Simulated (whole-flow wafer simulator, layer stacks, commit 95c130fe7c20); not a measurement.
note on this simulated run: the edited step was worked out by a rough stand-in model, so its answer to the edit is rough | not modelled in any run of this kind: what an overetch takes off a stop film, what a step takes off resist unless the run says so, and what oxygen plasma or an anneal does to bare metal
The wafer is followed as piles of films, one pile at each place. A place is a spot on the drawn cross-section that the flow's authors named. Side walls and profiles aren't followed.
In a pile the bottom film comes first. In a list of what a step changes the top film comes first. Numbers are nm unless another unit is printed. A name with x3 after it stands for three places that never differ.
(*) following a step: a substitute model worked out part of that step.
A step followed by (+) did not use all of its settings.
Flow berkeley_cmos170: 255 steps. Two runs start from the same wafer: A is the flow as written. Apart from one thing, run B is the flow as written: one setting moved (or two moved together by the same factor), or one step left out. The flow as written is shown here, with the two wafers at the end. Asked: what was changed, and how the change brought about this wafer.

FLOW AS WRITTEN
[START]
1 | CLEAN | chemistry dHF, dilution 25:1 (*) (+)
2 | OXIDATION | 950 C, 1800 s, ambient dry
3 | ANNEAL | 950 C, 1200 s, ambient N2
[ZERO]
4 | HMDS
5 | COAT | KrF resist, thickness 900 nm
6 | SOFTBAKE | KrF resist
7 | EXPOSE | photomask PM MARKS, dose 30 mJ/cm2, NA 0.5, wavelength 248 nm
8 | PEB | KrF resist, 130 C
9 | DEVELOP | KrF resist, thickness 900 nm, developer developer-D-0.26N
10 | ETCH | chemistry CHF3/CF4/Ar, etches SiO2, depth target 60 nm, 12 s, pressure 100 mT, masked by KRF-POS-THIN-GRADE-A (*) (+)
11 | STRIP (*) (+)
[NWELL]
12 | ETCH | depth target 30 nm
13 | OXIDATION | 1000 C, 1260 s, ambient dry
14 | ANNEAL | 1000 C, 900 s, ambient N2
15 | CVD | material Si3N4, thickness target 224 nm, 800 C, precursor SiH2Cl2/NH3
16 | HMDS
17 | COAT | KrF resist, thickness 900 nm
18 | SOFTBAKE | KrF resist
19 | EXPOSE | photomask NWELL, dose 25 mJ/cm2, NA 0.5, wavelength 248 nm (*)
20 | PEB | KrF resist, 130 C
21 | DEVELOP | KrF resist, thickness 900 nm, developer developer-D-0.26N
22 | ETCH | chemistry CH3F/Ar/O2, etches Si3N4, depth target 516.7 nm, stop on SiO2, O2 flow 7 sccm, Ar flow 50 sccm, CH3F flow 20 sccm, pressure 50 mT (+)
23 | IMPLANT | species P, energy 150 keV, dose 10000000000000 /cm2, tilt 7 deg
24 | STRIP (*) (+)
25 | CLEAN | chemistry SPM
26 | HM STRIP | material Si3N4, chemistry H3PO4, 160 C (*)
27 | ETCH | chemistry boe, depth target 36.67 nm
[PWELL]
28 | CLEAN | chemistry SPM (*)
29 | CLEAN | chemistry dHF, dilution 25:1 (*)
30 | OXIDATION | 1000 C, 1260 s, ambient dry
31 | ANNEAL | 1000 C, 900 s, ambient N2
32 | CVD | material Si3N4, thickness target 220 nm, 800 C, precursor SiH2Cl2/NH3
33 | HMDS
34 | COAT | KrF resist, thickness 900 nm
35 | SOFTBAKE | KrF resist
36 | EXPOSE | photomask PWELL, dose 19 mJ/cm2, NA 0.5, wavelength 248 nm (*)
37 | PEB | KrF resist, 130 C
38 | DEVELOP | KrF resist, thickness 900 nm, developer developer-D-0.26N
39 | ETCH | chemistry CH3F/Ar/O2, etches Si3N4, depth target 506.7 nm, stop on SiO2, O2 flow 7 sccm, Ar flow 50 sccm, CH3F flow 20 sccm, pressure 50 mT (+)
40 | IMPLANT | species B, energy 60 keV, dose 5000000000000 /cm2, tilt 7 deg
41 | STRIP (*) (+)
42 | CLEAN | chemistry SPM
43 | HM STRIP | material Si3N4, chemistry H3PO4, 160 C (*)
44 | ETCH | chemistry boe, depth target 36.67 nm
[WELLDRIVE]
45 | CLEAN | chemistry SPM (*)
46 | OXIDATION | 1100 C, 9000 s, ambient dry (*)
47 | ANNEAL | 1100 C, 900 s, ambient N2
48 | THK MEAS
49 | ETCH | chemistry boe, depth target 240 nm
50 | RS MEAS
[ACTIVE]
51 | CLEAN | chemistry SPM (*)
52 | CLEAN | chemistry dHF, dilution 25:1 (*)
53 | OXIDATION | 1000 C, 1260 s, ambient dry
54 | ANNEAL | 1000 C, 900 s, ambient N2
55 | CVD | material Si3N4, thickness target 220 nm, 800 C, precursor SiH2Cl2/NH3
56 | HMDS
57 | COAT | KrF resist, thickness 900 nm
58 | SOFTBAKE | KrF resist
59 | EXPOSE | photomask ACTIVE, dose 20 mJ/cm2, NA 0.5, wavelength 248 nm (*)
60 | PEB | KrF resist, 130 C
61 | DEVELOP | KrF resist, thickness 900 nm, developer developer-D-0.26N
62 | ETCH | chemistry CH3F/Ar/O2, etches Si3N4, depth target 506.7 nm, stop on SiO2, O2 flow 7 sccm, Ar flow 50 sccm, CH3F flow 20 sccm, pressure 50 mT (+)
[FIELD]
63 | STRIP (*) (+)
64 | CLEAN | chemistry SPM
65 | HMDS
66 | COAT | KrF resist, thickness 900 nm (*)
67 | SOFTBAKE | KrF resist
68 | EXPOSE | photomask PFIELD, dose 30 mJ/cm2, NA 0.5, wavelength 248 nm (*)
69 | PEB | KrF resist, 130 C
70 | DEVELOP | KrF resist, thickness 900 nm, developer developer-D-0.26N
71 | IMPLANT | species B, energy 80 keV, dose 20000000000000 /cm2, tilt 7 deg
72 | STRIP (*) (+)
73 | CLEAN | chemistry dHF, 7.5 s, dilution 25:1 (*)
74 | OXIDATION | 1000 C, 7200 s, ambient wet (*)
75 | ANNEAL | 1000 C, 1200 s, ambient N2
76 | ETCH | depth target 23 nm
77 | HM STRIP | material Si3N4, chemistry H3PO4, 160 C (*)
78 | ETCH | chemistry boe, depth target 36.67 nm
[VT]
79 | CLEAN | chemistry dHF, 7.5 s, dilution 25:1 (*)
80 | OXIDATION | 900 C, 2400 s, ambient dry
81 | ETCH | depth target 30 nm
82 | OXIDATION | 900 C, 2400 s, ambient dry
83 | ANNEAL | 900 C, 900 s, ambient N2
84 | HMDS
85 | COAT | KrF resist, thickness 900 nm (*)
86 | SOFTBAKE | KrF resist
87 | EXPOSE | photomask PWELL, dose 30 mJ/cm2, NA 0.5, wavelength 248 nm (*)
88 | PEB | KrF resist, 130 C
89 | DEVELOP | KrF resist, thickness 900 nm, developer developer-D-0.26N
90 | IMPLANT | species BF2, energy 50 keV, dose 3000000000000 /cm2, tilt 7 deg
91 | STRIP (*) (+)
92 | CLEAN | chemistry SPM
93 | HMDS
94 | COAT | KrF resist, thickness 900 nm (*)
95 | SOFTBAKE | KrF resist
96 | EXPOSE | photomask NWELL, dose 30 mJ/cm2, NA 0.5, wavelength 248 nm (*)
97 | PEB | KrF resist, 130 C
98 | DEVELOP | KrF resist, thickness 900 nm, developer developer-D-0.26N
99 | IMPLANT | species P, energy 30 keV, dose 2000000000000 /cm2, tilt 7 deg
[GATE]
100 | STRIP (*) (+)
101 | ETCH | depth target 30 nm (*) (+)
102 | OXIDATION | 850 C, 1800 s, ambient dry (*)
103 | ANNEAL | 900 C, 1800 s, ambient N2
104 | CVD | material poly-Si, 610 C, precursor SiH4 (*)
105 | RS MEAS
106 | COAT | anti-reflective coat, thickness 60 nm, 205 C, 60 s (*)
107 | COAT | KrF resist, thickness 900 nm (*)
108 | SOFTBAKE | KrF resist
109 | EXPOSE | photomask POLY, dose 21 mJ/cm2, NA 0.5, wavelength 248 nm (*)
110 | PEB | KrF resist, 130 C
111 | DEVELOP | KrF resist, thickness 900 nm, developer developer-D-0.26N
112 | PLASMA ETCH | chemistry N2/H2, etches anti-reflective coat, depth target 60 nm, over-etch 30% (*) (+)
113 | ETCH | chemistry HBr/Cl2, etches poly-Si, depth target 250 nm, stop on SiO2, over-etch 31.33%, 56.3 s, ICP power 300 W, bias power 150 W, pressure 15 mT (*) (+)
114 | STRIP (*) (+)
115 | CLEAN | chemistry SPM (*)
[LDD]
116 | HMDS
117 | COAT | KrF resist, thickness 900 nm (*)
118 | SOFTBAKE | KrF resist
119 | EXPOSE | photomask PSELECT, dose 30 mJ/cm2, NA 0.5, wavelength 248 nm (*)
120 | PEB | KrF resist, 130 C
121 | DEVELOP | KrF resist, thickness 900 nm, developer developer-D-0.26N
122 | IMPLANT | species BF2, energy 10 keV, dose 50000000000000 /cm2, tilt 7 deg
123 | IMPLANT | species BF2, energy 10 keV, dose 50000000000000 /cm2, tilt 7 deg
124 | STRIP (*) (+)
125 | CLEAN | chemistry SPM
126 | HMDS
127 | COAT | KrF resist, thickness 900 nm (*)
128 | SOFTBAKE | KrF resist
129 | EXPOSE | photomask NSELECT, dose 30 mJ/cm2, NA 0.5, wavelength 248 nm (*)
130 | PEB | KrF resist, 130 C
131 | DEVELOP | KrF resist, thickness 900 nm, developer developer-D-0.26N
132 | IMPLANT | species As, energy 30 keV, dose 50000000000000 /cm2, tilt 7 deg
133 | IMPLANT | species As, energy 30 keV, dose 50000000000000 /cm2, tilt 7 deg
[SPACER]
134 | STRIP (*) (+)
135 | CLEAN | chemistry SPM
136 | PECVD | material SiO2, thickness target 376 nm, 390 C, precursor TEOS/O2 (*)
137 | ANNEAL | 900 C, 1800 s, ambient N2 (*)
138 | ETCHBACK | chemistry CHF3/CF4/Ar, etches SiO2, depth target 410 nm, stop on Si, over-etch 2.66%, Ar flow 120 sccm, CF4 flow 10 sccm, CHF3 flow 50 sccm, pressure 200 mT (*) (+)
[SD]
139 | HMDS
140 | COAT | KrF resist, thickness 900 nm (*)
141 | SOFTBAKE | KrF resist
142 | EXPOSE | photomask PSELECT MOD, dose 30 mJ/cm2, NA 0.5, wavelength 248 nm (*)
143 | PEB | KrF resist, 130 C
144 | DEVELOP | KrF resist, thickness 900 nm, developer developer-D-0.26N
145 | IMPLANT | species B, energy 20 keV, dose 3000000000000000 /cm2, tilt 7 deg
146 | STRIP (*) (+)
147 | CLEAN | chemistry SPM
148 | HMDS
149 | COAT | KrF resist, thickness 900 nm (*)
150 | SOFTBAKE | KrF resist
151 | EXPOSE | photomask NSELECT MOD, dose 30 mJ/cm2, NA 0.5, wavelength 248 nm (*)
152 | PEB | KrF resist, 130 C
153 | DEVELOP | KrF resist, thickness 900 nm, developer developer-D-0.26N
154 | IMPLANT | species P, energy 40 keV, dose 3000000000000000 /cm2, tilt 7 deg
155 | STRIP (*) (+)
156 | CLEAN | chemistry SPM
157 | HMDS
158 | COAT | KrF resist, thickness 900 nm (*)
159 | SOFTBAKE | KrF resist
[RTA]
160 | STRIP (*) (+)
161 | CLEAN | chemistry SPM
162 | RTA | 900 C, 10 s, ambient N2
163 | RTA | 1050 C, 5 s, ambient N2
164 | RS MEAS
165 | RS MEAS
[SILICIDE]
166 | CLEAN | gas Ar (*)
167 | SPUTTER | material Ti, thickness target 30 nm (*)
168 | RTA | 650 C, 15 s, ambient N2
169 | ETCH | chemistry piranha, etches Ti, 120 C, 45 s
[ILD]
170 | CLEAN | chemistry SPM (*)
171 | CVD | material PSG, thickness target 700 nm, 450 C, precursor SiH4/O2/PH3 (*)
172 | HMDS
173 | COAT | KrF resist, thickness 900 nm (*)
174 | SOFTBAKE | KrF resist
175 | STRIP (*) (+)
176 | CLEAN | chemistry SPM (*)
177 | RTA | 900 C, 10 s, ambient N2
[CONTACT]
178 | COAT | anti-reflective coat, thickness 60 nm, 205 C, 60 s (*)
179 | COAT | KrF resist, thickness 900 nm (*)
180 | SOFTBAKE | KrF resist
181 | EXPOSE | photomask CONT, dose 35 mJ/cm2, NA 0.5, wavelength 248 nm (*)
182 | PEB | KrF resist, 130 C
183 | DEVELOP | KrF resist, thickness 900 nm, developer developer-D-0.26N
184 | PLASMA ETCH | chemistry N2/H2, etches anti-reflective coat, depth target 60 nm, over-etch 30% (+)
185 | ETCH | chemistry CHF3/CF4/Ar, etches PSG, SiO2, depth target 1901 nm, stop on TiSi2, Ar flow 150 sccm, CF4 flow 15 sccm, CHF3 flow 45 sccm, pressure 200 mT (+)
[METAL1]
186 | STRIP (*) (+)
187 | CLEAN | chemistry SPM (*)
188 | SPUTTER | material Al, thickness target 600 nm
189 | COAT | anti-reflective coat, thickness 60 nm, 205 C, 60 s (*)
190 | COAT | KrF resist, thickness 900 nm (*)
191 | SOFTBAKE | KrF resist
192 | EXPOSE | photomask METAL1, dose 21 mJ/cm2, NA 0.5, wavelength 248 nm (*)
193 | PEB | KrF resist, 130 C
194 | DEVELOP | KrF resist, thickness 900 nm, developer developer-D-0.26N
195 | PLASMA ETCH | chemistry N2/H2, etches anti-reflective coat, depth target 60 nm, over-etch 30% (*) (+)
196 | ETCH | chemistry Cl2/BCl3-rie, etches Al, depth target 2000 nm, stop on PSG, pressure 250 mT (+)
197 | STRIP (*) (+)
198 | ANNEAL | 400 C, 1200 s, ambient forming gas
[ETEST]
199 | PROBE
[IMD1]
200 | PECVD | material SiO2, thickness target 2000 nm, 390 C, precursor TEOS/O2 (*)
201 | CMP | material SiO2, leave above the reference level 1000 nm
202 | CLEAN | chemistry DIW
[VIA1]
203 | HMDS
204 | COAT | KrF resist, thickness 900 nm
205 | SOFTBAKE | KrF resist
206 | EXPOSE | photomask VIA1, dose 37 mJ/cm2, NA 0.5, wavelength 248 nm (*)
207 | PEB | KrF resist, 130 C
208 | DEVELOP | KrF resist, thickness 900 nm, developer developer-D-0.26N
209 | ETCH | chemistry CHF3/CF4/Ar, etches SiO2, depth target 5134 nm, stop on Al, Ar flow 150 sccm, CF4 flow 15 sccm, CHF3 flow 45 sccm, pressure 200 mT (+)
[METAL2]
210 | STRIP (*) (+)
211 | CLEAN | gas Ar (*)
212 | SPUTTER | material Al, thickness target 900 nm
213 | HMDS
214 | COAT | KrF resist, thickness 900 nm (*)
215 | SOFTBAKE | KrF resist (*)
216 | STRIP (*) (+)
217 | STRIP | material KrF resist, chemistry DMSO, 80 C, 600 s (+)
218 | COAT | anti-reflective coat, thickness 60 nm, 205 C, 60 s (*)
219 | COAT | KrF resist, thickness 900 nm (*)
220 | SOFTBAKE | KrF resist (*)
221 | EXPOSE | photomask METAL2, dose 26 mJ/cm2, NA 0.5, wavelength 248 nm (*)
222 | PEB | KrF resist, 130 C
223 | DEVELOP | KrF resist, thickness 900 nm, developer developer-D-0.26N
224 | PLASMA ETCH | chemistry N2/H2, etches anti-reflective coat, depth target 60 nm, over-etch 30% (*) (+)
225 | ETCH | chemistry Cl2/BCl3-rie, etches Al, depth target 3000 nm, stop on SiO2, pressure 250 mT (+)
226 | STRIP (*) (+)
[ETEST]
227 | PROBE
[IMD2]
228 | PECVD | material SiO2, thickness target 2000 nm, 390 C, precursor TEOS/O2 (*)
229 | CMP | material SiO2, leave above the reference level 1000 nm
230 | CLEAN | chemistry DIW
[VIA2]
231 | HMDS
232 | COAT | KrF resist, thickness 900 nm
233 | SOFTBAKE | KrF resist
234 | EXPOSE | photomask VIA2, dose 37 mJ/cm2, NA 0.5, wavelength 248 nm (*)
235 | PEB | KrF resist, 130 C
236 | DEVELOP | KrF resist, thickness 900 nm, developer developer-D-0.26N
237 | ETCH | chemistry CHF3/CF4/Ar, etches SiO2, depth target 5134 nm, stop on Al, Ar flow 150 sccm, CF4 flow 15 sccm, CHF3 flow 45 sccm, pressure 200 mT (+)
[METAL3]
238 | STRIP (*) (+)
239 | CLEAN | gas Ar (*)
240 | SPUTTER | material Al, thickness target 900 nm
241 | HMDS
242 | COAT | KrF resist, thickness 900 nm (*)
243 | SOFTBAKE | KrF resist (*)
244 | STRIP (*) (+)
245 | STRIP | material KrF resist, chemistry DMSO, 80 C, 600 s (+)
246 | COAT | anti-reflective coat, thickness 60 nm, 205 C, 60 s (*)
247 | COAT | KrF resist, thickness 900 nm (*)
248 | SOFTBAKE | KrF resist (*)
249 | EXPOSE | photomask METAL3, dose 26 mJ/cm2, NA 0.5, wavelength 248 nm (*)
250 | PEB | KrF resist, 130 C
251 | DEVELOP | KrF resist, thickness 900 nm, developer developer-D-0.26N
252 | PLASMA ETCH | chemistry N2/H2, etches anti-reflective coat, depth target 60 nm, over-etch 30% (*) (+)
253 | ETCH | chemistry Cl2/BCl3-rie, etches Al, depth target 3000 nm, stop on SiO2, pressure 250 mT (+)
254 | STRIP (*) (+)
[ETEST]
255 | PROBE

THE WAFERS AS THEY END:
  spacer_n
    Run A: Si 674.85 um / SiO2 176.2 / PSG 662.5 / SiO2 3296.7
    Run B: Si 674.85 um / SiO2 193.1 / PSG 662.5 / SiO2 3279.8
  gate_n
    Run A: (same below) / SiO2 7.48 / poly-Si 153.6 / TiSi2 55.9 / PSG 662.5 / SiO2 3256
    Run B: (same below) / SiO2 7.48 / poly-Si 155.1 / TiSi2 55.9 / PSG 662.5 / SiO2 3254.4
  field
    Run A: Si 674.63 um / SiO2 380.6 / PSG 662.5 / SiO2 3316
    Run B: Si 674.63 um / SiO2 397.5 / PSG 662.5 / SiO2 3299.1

The reason: step 137, ANNEAL: 1080 C was run, while the flow as written has 900 C.

The path from the change to this, step by step:
  137 | ANNEAL | 900 C, 1800 s, ambient N2 (*)
      field, sd_n, spacer_n and 9 more: A -16.9 SiO2 | B nothing
  138 | ETCHBACK | chemistry CHF3/CF4/Ar, etches SiO2, depth target 410 nm, stop on Si, over-etch 2.66%, Ar flow 120 sccm, CF4 flow 10 sccm, CHF3 flow 50 sccm, pressure 200 mT (*) (+)
      sd_n, sd_p, contact, m1, via1, m2, via2: A -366 SiO2 (all of it) | B -382.9 SiO2 (all of it)
      gate_n, gate_p: A -359.1 SiO2 (all of it), -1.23 chemical SiO2 (all of it), -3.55 poly-Si | B -376 SiO2 (all of it), -1.23 chemical SiO2 (all of it), -2.01 poly-Si
  178 | COAT | anti-reflective coat, thickness 60 nm, 205 C, 60 s (*)
      sd_n: A +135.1 anti-reflective coat (new film) | B +145.9 anti-reflective coat (new film)
      spacer_n: A +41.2 anti-reflective coat (new film) | B +39.2 anti-reflective coat (new film)
      (as well as at 6 more places)
  184 | PLASMA ETCH | chemistry N2/H2, etches anti-reflective coat, depth target 60 nm, over-etch 30% (+)
      field, sd_n, spacer_n and 8 more: A -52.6 KrF resist | B -53.7 KrF resist
      contact: A -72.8 anti-reflective coat (all of it), -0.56 PSG | B -74.4 anti-reflective coat (all of it), -0.57 PSG
  186 | STRIP (*) (+)
      sd_n: A -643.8 KrF resist (all of it), -135.1 anti-reflective coat (all of it) | B -642.1 KrF resist (all of it), -145.9 anti-reflective coat (all of it)
      spacer_n: A -599.1 KrF resist (all of it), -41.2 anti-reflective coat (all of it) | B -595.6 KrF resist (all of it), -39.2 anti-reflective coat (all of it)
      (as well as at 5 more places)
  189 | COAT | anti-reflective coat, thickness 60 nm, 205 C, 60 s (*)
      spacer_n: A +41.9 anti-reflective coat (new film) | B +39.7 anti-reflective coat (new film)
      gate_n: A +48 anti-reflective coat (new film) | B +53.5 anti-reflective coat (new film)
      (as well as at 4 more places)
  195 | PLASMA ETCH | chemistry N2/H2, etches anti-reflective coat, depth target 60 nm, over-etch 30% (*) (+)
      contact, m1, via1, m2, via2: A -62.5 KrF resist | B -64.5 KrF resist
      spacer_n: A -41.9 anti-reflective coat (all of it) | B -39.7 anti-reflective coat (all of it)
      (as well as at 4 more places)
  197 | STRIP (*) (+)
      m2: A -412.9 KrF resist (all of it), -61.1 anti-reflective coat (all of it) | B -418 KrF resist (all of it), -58.9 anti-reflective coat (all of it)
  201 | CMP | material SiO2, leave above the reference level 1000 nm
      spacer_n, spacer_p: A -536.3 SiO2 | B -553.3 SiO2
      field: A -517 SiO2 | B -533.9 SiO2
